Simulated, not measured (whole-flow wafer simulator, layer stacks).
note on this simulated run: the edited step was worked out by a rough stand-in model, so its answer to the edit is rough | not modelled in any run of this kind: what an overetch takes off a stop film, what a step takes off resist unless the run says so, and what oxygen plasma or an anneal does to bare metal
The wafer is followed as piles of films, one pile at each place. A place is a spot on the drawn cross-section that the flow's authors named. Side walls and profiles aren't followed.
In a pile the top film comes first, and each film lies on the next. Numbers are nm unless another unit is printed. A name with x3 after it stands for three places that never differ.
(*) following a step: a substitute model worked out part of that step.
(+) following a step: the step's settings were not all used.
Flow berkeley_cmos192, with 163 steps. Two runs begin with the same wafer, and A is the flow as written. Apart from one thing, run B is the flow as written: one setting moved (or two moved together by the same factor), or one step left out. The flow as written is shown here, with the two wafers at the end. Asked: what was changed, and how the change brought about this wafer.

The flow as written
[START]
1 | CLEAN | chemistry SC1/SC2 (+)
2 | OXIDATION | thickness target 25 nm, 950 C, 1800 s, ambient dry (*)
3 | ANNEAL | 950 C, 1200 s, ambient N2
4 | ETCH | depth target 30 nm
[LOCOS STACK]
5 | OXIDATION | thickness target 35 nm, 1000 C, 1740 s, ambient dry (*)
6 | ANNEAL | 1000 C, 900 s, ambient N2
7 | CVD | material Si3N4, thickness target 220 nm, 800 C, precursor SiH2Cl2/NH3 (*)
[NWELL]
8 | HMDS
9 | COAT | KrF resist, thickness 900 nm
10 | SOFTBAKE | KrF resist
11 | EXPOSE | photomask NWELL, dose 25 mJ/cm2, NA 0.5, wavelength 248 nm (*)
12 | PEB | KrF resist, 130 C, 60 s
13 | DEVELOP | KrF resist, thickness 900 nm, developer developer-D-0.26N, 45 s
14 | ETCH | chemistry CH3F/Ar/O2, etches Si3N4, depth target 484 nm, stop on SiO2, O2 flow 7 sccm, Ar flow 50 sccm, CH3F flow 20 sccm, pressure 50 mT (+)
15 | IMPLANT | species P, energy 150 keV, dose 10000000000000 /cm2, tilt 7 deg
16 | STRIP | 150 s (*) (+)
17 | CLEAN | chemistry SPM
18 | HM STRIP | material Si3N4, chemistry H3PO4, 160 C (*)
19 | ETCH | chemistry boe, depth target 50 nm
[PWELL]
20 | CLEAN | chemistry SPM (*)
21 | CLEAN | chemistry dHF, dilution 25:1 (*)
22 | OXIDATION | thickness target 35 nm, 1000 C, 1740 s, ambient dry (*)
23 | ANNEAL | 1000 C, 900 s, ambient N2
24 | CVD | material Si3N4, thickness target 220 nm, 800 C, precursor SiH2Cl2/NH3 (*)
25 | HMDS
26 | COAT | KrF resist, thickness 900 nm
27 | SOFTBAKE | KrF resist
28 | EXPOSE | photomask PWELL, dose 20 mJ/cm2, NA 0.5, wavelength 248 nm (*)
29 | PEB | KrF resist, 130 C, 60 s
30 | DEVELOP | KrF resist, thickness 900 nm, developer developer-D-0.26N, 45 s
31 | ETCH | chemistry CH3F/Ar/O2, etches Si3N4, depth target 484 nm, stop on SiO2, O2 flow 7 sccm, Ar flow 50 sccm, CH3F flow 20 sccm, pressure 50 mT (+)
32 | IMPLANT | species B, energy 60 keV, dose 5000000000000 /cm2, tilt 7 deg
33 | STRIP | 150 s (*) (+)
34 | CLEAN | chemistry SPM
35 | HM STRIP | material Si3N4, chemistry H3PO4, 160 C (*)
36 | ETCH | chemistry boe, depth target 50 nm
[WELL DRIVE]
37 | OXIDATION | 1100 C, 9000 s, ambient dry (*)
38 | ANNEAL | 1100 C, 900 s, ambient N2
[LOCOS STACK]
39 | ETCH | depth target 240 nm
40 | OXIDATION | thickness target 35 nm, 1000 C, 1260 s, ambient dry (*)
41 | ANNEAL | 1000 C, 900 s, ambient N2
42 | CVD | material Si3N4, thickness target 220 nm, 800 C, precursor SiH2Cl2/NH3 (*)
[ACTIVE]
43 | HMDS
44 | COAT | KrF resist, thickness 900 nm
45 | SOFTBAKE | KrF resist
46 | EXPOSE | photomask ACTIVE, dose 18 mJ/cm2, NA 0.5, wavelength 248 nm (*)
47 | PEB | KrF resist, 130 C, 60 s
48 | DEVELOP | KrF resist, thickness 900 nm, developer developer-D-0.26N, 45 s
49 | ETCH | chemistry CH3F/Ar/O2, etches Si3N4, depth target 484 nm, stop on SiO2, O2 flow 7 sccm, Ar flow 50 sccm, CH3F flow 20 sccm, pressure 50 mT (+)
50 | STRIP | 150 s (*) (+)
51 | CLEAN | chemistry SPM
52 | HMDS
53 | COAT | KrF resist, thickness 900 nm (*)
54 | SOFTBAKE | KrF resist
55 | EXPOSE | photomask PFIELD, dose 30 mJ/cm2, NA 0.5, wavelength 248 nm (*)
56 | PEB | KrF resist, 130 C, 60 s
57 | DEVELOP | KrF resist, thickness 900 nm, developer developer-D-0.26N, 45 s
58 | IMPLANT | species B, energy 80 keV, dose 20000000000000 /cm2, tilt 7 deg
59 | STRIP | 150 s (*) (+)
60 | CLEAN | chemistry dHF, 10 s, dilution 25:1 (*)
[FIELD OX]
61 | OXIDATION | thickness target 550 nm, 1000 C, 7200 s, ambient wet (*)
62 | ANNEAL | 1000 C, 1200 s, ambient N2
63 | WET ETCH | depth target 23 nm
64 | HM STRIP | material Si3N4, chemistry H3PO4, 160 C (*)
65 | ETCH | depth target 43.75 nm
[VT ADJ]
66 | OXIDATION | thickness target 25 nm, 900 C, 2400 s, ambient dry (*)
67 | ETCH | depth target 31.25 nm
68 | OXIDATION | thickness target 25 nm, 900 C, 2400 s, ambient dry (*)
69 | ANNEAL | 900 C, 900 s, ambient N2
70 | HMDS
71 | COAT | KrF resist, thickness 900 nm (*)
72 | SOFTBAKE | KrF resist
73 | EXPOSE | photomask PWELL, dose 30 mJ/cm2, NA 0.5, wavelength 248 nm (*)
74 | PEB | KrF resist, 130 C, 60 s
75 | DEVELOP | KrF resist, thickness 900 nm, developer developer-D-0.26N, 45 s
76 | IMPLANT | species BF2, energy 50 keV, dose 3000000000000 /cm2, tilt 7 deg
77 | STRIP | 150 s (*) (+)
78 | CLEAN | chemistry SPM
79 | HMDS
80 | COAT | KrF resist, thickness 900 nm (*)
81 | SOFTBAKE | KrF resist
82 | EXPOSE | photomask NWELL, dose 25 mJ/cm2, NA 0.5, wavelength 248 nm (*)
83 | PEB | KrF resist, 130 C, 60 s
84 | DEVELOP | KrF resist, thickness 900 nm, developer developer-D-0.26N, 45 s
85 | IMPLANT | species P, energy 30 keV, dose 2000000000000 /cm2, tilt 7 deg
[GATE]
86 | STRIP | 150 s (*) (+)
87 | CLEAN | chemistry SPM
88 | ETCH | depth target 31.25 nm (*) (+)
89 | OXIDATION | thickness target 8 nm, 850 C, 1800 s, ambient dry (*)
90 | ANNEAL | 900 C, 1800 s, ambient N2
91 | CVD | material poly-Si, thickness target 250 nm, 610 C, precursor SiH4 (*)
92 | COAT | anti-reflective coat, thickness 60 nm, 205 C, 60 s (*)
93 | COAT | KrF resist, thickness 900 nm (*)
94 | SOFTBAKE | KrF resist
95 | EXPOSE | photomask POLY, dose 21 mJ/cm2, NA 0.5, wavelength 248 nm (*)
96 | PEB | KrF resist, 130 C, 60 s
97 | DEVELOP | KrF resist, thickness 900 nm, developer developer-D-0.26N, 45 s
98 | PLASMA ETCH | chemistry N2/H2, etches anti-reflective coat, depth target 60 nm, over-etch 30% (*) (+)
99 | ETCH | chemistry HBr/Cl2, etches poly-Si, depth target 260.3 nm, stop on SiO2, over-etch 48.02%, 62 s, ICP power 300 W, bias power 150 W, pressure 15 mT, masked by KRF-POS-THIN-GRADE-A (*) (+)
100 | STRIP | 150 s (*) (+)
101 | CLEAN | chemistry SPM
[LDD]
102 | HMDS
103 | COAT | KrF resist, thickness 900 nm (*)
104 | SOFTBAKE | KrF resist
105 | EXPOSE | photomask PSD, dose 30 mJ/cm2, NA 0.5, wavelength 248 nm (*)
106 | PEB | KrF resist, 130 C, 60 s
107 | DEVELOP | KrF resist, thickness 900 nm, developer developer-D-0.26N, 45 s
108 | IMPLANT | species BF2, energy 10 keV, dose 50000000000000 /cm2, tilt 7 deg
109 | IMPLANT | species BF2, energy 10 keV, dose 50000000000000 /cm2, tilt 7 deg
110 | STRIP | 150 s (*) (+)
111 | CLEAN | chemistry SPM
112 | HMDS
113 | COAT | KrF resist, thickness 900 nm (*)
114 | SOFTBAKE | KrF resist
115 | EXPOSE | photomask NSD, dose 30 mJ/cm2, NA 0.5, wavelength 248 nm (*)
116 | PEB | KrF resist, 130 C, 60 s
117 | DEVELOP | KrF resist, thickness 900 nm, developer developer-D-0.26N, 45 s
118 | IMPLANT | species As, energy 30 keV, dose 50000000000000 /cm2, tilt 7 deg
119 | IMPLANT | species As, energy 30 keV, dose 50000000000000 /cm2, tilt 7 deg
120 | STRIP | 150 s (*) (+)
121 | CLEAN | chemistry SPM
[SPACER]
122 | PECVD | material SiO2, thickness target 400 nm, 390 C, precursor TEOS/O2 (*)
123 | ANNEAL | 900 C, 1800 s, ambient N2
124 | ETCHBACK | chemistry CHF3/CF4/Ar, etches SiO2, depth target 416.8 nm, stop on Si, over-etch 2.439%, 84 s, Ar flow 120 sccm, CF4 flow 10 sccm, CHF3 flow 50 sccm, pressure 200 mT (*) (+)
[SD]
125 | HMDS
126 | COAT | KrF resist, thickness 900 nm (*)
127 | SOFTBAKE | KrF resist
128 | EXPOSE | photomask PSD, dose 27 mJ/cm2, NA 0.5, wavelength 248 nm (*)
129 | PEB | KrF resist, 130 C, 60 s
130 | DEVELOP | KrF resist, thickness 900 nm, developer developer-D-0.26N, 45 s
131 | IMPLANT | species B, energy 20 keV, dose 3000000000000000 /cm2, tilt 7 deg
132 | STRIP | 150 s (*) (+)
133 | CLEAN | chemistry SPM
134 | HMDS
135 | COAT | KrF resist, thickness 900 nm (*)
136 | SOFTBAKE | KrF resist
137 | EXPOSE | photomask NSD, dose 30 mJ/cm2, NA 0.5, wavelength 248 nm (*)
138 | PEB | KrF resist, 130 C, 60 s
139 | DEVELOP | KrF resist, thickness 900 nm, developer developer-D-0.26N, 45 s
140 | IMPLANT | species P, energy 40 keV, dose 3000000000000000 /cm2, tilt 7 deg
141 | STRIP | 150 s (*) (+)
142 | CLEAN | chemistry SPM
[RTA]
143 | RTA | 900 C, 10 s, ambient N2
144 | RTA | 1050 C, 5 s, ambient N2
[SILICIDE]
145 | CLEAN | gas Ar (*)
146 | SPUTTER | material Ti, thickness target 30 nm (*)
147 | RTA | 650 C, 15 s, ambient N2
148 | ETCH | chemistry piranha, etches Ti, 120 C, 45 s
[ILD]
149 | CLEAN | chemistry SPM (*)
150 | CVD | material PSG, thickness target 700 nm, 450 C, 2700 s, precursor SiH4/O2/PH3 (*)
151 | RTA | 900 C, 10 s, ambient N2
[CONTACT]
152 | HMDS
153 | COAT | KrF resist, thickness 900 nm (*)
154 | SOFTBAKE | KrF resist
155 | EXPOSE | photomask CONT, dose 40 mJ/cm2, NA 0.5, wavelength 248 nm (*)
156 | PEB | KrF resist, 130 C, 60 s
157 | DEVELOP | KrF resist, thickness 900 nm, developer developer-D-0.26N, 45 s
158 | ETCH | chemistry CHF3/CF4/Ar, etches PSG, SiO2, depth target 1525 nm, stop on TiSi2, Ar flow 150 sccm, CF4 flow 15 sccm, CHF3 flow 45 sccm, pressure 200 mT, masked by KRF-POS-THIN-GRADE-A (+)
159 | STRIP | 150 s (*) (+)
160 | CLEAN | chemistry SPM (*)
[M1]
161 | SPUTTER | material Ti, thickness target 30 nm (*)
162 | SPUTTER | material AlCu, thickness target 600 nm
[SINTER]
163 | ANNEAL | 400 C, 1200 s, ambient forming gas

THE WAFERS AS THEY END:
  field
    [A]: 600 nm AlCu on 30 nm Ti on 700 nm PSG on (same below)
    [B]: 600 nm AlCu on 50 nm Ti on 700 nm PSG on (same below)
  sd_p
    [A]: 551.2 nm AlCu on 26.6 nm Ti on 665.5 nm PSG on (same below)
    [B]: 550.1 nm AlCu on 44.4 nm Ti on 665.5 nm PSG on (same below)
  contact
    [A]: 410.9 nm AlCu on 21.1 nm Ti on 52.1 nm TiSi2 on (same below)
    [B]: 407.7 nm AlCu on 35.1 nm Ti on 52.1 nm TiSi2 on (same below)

Cause: step 161, SPUTTER: thickness target 50 nm was run, though the flow has thickness target 30 nm.
The wafer itself shows it: field has Ti 50, and step 161 as written asks for 30 nm.

The path from the change to this, step by step:
  161 | SPUTTER | material Ti, thickness target 30 nm (*)
      field, sd_n, spacer_n, gate, spacer_p, gate_p, m1: A +30 Ti (new film) | B +50 Ti (new film)
      sd_p: A +26.6 Ti (new film) | B +44.4 Ti (new film)
      (and at 1 other place as well)
